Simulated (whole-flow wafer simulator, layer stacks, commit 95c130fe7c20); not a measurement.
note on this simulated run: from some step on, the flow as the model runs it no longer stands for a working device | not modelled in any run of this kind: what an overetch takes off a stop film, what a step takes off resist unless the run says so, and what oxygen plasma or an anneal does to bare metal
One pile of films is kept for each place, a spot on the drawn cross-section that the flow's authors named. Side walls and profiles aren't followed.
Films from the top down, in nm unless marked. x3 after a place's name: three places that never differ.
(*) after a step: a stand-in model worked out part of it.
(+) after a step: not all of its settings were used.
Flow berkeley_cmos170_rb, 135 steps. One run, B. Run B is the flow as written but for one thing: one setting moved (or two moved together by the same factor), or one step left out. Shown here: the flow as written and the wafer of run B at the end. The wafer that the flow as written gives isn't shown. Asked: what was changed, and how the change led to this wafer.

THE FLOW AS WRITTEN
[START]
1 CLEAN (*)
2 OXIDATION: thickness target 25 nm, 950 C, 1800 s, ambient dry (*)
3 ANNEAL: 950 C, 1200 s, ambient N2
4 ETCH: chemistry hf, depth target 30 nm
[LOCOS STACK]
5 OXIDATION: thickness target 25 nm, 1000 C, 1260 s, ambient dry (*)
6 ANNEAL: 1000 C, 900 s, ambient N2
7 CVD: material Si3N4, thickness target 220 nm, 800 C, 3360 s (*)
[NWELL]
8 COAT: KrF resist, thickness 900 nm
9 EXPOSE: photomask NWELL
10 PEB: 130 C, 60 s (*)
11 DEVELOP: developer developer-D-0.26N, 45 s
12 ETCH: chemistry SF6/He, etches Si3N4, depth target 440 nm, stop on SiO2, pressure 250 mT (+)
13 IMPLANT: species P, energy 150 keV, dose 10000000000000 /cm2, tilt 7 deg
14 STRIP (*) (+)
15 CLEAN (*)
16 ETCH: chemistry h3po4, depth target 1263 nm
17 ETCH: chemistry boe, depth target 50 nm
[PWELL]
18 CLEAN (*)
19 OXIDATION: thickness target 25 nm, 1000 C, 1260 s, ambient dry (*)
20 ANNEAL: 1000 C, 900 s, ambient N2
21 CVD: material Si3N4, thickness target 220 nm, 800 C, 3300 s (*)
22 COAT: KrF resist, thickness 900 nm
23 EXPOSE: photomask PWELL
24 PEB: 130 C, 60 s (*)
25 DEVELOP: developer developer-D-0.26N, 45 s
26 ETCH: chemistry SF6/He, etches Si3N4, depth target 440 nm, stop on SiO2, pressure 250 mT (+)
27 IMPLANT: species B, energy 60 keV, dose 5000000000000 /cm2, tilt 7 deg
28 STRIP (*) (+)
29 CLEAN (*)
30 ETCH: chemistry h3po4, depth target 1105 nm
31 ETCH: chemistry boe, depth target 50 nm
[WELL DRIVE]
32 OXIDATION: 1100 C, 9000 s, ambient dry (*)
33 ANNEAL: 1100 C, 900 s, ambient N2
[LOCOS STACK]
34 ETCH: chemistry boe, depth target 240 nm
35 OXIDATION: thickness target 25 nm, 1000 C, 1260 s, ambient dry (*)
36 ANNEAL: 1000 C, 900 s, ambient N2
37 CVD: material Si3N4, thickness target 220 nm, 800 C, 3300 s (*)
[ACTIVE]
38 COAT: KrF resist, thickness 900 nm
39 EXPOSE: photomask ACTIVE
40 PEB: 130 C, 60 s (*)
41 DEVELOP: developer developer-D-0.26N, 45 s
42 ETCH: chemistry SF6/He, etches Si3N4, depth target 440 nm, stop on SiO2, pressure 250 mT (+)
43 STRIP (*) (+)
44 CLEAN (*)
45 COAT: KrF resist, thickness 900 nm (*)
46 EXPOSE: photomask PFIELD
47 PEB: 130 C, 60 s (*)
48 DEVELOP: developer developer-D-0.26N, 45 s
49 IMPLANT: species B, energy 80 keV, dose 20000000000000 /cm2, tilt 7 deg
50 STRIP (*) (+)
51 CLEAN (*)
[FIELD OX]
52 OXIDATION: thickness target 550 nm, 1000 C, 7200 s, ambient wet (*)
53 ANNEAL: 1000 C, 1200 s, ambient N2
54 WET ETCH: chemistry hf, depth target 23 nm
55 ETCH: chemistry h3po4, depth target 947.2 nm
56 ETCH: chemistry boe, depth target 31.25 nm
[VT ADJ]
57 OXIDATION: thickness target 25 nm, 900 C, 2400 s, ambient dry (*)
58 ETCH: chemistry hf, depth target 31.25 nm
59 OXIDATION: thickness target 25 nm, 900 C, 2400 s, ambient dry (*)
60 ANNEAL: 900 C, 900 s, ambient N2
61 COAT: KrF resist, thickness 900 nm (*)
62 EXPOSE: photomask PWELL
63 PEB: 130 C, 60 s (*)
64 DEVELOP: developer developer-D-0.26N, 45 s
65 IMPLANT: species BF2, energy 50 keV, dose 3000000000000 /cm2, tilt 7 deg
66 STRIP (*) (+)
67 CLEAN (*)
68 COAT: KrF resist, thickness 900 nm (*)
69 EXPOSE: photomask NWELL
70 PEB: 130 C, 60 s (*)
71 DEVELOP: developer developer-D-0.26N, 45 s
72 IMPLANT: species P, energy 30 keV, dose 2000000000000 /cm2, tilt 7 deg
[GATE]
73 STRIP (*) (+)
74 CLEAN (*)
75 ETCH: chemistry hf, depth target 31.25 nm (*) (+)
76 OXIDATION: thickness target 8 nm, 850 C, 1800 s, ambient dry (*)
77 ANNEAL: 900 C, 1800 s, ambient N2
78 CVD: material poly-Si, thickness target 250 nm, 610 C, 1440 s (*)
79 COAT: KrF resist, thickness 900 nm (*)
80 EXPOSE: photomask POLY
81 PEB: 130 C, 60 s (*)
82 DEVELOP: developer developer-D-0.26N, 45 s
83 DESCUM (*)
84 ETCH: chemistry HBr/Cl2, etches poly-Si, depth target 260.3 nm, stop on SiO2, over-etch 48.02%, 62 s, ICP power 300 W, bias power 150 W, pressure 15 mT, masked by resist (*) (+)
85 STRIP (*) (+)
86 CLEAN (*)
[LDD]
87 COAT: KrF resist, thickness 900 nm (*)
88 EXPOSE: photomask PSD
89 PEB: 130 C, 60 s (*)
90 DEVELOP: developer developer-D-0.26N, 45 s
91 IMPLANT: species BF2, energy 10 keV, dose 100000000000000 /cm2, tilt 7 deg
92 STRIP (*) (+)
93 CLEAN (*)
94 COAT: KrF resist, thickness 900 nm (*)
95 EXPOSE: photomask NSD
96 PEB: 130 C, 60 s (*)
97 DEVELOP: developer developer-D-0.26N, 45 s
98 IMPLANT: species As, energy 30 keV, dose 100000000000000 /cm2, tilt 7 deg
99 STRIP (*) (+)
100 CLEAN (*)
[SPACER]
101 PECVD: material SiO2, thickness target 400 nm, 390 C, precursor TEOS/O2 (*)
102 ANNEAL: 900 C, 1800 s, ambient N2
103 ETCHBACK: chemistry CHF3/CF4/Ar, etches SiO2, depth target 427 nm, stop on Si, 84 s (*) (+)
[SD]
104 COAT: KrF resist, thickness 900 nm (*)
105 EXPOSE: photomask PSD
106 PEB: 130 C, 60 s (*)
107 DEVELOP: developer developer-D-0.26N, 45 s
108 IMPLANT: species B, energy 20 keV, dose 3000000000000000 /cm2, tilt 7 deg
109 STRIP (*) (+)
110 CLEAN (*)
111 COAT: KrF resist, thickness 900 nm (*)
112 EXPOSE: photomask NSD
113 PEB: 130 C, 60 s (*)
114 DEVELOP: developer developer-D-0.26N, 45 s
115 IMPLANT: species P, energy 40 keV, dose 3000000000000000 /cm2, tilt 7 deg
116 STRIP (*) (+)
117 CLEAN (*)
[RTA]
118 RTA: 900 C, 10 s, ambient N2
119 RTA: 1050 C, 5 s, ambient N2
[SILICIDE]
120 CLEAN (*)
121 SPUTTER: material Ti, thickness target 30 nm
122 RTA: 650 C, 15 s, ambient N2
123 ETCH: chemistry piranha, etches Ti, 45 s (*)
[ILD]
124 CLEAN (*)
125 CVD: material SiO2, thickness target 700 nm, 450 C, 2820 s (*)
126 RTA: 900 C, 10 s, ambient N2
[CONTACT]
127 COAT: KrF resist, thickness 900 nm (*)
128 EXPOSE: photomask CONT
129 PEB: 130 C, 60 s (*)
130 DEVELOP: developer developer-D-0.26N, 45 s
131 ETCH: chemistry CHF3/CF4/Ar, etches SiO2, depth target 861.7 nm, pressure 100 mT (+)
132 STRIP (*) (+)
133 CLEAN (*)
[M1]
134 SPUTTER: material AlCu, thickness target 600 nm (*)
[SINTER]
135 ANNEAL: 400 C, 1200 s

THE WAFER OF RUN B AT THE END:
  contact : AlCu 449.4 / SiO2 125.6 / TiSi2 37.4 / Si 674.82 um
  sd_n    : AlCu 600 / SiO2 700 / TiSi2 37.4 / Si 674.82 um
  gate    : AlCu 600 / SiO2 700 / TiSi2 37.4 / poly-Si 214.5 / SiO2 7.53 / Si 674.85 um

The cause: step 121, SPUTTER: thickness target 20 nm was run, where the flow has thickness target 30 nm; step 131, ETCH: depth target 574.4 nm was run, where the flow has depth target 861.7 nm.

How the change led to this, step by step:
  121 SPUTTER: material Ti, thickness target 30 nm
      field, sd_n, spacer_n, gate, spacer_p, gate_p, contact, m1: Ti +20 (new film) (as written it would be: Ti +30 (new film))
      sd_p: Ti +18.1 (new film) (as written it would be: Ti +27.1 (new film))
  122 RTA: 650 C, 15 s, ambient N2
      sd_n, contact, m1: Ti -15.6, TiSi2 C49 +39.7 (new film), Si -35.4 (as written it would be: Ti -23.4, TiSi first +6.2 (new film), TiSi2 C49 +50.3 (new film), Si -49)
      gate, gate_p: Ti -15.6, TiSi2 C49 +39.7 (new film), poly-Si -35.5 (as written it would be: Ti -23.4, TiSi first +6.2 (new film), TiSi2 C49 +50.3 (new film), poly-Si -49.2)
      (and at 1 more place)
  123 ETCH: chemistry piranha, etches Ti, 45 s (*)
      sd_n, gate, gate_p, contact, m1: Ti -4.4 (all of it) (as written it would be: Ti -6.6 (all of it))
      field, spacer_n, spacer_p: Ti -20 (all of it) (as written it would be: Ti -30 (all of it))
      (and at 1 more place)
  126 RTA: 900 C, 10 s, ambient N2
      sd_n, contact, m1: under 1 film: TiSi2 +37.4 (new film), TiSi2 C49 -39.7 (all of it) (as written it would be: under 1 film: TiSi2 +56 (new film), TiSi first -6.2 (all of it), TiSi2 C49 -50.3 (all of it), Si -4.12)
      gate, gate_p: under 1 film: TiSi2 +37.4 (new film), TiSi2 C49 -39.7 (all of it) (as written it would be: under 1 film: TiSi2 +56 (new film), TiSi first -6.2 (all of it), TiSi2 C49 -50.3 (all of it), poly-Si -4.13)
      (and at 1 more place)
  131 ETCH: chemistry CHF3/CF4/Ar, etches SiO2, depth target 861.7 nm, pressure 100 mT (+)
      contact: SiO2 -574.4 (as written it would be: SiO2 -700 (all of it), TiSi2 -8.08)
      field, sd_n, spacer_n, gate, sd_p, spacer_p, gate_p, m1: KrF resist -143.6 (as written it would be: KrF resist -215.4)
  132 STRIP (*) (+)
      field: KrF resist -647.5 (all of it) (as written it would be: KrF resist -575.3 (all of it))
      sd_n: KrF resist -853.2 (all of it) (as written it would be: KrF resist -780.4 (all of it))
      (and at 6 more places)
  134 SPUTTER: material AlCu, thickness target 600 nm (*)
      contact: AlCu +449.4 (new film) (as written it would be: AlCu +415.1 (new film))
